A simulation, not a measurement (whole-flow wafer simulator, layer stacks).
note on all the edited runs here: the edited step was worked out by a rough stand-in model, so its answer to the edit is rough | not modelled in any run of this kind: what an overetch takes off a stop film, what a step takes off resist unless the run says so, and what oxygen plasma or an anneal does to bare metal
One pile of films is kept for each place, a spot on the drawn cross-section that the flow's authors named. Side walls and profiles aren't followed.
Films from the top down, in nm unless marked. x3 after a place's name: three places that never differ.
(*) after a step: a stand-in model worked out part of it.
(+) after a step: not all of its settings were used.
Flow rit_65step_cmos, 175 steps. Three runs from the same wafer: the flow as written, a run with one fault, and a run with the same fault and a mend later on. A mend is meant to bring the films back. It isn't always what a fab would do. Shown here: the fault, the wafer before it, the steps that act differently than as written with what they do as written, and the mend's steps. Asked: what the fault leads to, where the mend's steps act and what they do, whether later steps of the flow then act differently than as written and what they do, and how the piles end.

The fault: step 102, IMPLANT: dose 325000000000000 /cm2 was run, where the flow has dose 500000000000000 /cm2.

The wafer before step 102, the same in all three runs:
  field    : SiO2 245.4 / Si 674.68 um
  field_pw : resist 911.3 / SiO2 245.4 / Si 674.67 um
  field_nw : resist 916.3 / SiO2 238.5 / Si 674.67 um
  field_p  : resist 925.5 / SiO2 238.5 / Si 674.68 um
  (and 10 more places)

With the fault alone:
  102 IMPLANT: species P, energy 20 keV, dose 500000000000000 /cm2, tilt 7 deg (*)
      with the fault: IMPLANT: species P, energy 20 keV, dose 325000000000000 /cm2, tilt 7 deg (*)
      does what it does as written at every place that is followed
  Later steps of the flow that act differently than as written (22 more steps differ only slightly, by at most 2% or 0.5 nm, whichever is larger, and aren't shown):
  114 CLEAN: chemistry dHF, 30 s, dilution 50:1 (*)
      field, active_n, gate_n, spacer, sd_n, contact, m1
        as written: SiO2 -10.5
        with the fault: SiO2 -9.59
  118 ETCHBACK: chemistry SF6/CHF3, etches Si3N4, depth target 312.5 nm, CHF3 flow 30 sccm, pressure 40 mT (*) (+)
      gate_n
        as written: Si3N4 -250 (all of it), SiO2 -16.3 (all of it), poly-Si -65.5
        with the fault: Si3N4 -250 (all of it), SiO2 -17.2 (all of it), poly-Si -63.6
  At the end the piles differ from the flow's by more than 2% or 0.5 nm, whichever is larger, at spacer.
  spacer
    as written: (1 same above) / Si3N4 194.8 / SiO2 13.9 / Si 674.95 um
    with the fault: (1 same above) / Si3N4 194.8 / SiO2 14.9 / Si 674.95 um

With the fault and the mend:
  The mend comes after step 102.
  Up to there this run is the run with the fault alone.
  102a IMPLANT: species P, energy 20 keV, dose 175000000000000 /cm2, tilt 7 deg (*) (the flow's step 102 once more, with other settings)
      changes no film at any place that is followed
  No later step of the flow acts differently than as written at any place that is followed.
  At the end the piles are the same as the flow's at every place that both follow.
